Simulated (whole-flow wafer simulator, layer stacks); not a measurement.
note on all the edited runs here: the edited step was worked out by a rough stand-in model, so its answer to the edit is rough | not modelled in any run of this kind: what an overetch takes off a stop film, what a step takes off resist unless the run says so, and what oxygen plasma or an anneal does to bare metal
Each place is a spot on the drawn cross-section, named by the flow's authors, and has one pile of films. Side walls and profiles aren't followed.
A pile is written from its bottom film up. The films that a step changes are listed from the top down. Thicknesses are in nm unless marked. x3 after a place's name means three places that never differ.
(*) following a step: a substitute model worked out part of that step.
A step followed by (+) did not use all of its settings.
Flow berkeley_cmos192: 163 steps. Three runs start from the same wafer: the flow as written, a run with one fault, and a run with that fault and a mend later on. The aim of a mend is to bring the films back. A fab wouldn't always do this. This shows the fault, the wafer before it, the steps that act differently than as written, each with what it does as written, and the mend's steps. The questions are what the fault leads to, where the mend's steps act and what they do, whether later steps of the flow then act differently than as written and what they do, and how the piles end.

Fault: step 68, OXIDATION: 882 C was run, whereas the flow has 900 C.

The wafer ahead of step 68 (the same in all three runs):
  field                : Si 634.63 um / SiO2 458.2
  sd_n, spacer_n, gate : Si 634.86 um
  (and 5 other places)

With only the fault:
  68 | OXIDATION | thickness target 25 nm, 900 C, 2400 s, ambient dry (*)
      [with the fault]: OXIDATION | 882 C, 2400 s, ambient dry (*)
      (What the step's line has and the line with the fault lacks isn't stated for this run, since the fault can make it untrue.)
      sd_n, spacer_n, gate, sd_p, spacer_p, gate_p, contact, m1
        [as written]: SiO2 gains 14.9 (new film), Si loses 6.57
        [with the fault]: SiO2 gains 12.5 (new film), Si loses 5.49
  Steps further on in the flow that do not act as written (37 other steps are not shown; they differ only slightly, by no more than 2% or 0.5 nm, whichever is larger):
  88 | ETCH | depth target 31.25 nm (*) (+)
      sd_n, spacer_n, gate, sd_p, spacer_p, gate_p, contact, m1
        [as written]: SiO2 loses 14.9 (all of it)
        [with the fault]: SiO2 loses 12.5 (all of it)
  The piles end only slightly different from the flow's at the places that both follow, by no more than 2% or 0.5 nm, whichever is larger.

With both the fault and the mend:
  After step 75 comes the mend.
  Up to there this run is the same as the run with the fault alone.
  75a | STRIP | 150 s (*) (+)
      sd_p
        KrF resist loses 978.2 (all of it)
      spacer_p
        KrF resist loses 959.7 (all of it)
      gate_p
        KrF resist loses 958.8 (all of it)
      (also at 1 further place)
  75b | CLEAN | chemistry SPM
      alters no film at any place that is followed
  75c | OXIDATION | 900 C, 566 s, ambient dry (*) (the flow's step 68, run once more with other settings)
      sd_n, spacer_n, gate, sd_p, spacer_p, gate_p, contact, m1
        SiO2 gains 2.4, Si loses 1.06
      field
        SiO2 gains 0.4, Si loses 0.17
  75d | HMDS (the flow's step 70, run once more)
      alters no film at any place that is followed
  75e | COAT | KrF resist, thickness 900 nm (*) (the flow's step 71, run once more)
      spacer_n, gate
        KrF resist gains 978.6 (new film)
      field
        KrF resist gains 842.4 (new film)
      sd_n
        KrF resist gains 1013.2 (new film)
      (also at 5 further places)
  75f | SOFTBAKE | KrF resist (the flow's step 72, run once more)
      alters no film at any place that is followed
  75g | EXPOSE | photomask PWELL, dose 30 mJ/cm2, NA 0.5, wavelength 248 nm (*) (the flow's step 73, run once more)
      alters no film at any place that is followed
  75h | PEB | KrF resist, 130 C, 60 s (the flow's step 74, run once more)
      sd_n, m1
        KrF resist loses 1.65
      spacer_n, gate
        KrF resist loses 1.58
      spacer_p, gate_p
        KrF resist loses 1.57
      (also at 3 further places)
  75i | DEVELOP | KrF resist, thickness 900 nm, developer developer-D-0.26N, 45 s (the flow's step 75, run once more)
      sd_p, spacer_p, gate_p, m1
        KrF resist loses 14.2
      field
        KrF resist loses 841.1 (all of it)
      sd_n
        KrF resist loses 1011.6 (all of it)
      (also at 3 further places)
  Every later step of the flow that is run acts as written, at every place that is followed, to within 2% or 0.5 nm, whichever is larger.
  The piles end only slightly different from the flow's at the places that both follow, by no more than 2% or 0.5 nm, whichever is larger.
